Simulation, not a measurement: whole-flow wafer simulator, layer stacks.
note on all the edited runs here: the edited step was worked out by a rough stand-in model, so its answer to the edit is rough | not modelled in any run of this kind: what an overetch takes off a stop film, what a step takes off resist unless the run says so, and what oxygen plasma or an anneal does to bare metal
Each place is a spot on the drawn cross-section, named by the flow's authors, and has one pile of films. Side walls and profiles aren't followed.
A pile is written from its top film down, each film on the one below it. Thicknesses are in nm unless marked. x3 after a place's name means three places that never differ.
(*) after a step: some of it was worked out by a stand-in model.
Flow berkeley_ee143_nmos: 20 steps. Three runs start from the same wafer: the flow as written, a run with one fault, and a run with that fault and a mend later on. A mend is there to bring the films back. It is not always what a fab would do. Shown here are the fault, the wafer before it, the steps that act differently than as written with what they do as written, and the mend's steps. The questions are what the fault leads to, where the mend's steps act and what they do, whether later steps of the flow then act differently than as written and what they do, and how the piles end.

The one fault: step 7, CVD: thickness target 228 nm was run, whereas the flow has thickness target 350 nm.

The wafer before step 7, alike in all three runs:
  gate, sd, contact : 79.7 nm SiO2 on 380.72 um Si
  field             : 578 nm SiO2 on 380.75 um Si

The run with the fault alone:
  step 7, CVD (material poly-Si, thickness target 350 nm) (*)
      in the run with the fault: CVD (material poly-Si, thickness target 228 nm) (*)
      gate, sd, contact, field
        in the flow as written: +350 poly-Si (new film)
        in the run with the fault: +228 poly-Si (new film)
  Steps later in the flow that act otherwise than as written:
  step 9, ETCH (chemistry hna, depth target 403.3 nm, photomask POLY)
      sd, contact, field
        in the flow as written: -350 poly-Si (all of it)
        in the run with the fault: -228 poly-Si (all of it)
  At gate, the piles at the end differ from the flow's by more than 2% or 0.5 nm, whichever is larger.
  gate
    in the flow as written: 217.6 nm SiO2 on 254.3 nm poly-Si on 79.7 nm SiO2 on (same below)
    in the run with the fault: 217.6 nm SiO2 on 132.3 nm poly-Si on 79.7 nm SiO2 on (same below)

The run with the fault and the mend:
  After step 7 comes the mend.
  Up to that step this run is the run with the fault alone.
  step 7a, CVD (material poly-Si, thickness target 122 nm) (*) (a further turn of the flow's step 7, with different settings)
      gate, sd, contact, field
        +122 poly-Si
  Later steps of the flow that are run all act as written at every place that is followed.
  The piles end the same as the flow's at every place that both follow.
